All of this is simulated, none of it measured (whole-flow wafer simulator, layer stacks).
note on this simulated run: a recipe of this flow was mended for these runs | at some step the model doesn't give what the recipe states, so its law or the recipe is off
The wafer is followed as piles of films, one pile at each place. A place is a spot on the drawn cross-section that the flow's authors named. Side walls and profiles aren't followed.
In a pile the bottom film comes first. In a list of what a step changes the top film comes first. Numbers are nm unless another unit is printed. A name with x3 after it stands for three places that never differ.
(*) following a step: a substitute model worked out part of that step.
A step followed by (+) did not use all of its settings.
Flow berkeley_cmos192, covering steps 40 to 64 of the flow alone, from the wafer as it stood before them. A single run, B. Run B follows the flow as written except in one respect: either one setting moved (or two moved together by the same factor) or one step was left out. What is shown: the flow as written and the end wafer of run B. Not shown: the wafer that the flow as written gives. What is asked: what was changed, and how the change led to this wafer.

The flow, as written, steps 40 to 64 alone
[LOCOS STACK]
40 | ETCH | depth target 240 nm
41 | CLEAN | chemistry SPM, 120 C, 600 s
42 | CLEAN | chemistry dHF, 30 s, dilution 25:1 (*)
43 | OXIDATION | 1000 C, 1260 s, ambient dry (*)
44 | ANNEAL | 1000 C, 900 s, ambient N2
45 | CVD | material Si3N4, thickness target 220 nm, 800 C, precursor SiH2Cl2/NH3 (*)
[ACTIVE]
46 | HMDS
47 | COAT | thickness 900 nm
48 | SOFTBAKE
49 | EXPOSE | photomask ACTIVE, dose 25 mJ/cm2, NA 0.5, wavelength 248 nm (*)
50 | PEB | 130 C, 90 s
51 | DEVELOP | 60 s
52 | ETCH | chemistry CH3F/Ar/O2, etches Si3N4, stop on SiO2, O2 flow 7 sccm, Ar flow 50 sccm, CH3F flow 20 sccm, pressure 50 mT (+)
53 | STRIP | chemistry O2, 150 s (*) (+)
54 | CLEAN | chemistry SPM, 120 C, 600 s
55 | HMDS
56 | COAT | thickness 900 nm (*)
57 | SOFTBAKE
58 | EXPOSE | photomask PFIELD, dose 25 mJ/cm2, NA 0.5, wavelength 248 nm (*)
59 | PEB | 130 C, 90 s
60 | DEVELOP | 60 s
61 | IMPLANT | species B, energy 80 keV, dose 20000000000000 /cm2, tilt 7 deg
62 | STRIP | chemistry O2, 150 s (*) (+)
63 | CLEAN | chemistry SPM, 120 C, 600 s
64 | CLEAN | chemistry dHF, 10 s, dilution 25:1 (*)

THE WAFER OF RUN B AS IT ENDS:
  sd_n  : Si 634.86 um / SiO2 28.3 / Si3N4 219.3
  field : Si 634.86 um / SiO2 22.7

The reason: step 43, OXIDATION: 1418 s was run, while the flow as written has 1260 s.

Step by step, how the change led to this:
  43 | OXIDATION | 1000 C, 1260 s, ambient dry (*)
      field, sd_n, spacer_n and 6 more: +28.3 SiO2 (new film), -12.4 Si (it would be, as written: +26.6 SiO2 (new film), -11.7 Si)
